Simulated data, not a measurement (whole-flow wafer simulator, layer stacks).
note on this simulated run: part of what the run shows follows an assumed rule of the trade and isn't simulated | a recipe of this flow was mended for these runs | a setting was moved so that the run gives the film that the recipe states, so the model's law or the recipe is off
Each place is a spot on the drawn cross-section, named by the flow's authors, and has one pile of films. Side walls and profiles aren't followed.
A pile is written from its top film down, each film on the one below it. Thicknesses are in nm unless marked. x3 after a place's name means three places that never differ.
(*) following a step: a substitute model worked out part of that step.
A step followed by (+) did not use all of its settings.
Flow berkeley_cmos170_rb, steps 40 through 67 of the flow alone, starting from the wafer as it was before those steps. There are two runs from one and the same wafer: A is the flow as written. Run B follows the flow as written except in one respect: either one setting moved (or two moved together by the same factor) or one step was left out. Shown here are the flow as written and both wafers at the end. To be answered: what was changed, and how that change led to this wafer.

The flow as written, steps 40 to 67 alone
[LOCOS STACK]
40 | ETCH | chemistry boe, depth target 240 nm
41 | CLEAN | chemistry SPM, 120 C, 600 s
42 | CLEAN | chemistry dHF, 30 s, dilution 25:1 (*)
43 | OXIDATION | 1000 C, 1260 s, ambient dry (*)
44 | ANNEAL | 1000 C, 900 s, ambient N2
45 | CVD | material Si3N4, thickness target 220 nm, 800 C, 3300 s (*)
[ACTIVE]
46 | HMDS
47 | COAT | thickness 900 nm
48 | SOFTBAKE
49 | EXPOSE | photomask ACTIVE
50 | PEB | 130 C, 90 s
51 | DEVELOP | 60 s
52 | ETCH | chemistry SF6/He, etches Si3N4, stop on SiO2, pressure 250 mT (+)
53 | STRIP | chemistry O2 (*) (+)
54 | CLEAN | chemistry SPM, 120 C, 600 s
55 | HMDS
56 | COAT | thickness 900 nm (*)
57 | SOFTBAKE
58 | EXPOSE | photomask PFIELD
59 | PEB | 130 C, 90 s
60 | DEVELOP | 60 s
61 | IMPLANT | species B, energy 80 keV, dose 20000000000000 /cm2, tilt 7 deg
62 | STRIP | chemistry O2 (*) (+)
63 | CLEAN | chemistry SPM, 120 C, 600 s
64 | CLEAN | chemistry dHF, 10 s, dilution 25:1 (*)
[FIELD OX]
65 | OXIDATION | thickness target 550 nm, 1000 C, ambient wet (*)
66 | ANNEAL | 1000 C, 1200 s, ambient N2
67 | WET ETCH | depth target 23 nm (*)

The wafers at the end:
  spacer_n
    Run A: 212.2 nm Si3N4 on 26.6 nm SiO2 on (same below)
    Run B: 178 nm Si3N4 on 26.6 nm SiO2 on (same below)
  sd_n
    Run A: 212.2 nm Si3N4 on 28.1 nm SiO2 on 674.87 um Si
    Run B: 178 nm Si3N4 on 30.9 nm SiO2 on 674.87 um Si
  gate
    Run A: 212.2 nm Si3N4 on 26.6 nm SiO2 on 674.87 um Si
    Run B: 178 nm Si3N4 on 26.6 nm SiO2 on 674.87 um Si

The reason: step 45, CVD: 788 C was run, though the flow has 800 C.

How this came from the change, step by step:
  45 | CVD | material Si3N4, thickness target 220 nm, 800 C, 3300 s (*)
      field, sd_n, spacer_n and 6 more: A +220 Si3N4 (new film) | B +185.8 Si3N4 (new film)
  52 | ETCH | chemistry SF6/He, etches Si3N4, stop on SiO2, pressure 250 mT (+)
      sd_n, spacer_n, gate, sd_p, spacer_p, gate_p, contact, m1: A -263 KrF-resist | B -225.9 KrF-resist
      field: A -220 Si3N4 (all of it), -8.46 SiO2 | B -185.8 Si3N4 (all of it), -8.46 SiO2
  53 | STRIP | chemistry O2 (*) (+)
      sd_n, spacer_n, gate, sd_p, spacer_p, gate_p, contact, m1: A -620 KrF-resist (all of it) | B -657.2 KrF-resist (all of it)
  56 | COAT | thickness 900 nm (*)
      sd_n: A +782.7 KrF-resist (new film) | B +800.1 KrF-resist (new film)
      m1: A +784.9 KrF-resist (new film) | B +801.5 KrF-resist (new film)
  62 | STRIP | chemistry O2 (*) (+)
      sd_n: A -766.1 KrF-resist (all of it) | B -783.4 KrF-resist (all of it)
      m1: A -768.3 KrF-resist (all of it) | B -784.8 KrF-resist (all of it)
  65 | OXIDATION | thickness target 550 nm, 1000 C, ambient wet (*)
      gate: A +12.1 SiO2 (new film), -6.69 Si3N4, +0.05 SiO2, -0.05 Si | B +12.1 SiO2 (new film), -6.69 Si3N4
      sd_n: A +12.1 SiO2 (new film), -6.69 Si3N4, +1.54 SiO2, -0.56 Si | B +12.1 SiO2 (new film), -6.69 Si3N4, +4.34 SiO2, -1.81 Si
